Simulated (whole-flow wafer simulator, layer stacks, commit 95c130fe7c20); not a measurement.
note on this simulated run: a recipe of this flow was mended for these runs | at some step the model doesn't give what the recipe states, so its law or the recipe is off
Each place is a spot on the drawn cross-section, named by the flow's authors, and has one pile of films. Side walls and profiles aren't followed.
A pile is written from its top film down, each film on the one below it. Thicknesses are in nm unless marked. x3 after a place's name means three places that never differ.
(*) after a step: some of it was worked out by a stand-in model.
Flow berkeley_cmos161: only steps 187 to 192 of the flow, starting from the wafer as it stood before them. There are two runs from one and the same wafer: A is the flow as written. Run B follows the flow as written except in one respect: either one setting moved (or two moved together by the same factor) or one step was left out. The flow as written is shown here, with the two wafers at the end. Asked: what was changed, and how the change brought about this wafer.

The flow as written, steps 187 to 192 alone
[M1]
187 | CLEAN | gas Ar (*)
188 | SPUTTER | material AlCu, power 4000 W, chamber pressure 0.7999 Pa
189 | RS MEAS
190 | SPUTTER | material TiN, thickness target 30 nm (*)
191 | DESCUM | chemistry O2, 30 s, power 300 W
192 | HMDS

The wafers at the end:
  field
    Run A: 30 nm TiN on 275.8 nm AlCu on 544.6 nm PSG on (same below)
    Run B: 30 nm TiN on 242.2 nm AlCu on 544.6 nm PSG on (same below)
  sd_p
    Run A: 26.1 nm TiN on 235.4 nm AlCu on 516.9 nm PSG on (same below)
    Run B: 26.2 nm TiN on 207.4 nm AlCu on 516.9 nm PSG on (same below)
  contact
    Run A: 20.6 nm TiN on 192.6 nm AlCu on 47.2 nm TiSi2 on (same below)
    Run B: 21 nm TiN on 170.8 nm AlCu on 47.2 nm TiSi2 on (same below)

Cause: step 188, SPUTTER: chamber pressure 1.088 Pa was run, though the flow has chamber pressure 0.7999 Pa.

Step by step, how the change led to this:
  188 | SPUTTER | material AlCu, power 4000 W, chamber pressure 0.7999 Pa
      field, sd_n, spacer_n, gate_n, spacer_p, gate_p, m1: A AlCu gains 275.8 (new film) | B AlCu gains 242.2 (new film)
      sd_p: A AlCu gains 235.4 (new film) | B AlCu gains 207.4 (new film)
      (also at 1 further place)
